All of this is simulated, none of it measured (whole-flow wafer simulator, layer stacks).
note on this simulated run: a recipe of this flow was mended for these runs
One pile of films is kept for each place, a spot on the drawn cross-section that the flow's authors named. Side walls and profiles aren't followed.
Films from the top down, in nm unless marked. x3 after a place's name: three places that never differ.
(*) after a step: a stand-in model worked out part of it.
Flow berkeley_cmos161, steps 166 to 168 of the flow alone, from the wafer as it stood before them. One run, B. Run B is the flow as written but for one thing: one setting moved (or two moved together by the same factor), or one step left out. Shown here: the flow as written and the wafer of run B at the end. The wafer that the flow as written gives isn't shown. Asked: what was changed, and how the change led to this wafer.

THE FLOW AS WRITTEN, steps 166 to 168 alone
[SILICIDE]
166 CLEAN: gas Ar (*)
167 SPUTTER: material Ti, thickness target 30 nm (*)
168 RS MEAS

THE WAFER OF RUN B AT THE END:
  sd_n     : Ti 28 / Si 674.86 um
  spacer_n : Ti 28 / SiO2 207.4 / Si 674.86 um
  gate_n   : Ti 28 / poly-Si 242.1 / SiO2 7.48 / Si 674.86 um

The cause: step 167, SPUTTER: thickness target 28 nm was run, where the flow has thickness target 30 nm.
It can be read off the wafer: sd_n has Ti 28, and step 167 as written asks for 30 nm.

How the change led to this, step by step:
  167 SPUTTER: material Ti, thickness target 30 nm (*)
      field, sd_n, spacer_n, gate_n, sd_p, spacer_p, gate_p, contact x2: Ti +28 (new film) (as written it would be: Ti +30 (new film))
